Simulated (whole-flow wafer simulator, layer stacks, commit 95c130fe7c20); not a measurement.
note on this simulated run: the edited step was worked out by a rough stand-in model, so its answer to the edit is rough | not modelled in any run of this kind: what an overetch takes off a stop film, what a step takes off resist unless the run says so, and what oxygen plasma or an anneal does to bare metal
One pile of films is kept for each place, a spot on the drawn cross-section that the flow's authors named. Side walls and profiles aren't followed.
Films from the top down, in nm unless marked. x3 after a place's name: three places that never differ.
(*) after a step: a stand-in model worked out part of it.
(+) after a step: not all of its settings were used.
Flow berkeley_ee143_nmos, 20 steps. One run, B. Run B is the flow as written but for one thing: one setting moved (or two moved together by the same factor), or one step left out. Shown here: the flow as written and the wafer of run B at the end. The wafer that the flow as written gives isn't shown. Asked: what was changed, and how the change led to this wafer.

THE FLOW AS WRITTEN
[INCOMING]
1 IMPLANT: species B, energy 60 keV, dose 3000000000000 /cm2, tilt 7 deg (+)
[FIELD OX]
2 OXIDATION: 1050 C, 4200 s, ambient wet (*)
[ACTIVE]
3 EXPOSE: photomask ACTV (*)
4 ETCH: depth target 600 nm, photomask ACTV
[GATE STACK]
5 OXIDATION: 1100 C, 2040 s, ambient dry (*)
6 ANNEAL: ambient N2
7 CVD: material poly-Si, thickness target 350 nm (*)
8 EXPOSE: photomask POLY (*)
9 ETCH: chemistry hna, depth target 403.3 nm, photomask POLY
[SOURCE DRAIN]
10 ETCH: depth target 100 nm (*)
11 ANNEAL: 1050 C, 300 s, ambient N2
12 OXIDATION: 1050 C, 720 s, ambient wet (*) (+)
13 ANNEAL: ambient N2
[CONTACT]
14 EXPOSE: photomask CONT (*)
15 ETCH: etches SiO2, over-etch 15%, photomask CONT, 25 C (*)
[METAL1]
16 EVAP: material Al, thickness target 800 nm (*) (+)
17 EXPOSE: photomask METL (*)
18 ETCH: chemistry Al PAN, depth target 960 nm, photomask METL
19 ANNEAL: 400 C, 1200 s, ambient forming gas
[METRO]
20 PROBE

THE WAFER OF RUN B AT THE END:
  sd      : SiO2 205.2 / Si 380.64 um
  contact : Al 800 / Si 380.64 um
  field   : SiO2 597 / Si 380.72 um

The cause: step 10, ETCH: depth target 45 nm was run, where the flow has depth target 100 nm.

How the change led to this, step by step:
  10 ETCH: depth target 100 nm (*)
      sd, contact: SiO2 -45 (as written it would be: SiO2 -79.7 (all of it))
      field: SiO2 -45 (as written it would be: SiO2 -100)
  12 OXIDATION: 1050 C, 720 s, ambient wet (*) (+)
      sd, contact: SiO2 +170.5, Si -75 (as written it would be: SiO2 +189.4 (new film), Si -83.4)
      field: SiO2 +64, Si -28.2 (as written it would be: SiO2 +69.1, Si -30.4)
  15 ETCH: etches SiO2, over-etch 15%, photomask CONT, 25 C (*)
      contact: SiO2 -205.2 (all of it) (as written it would be: SiO2 -189.4 (all of it))
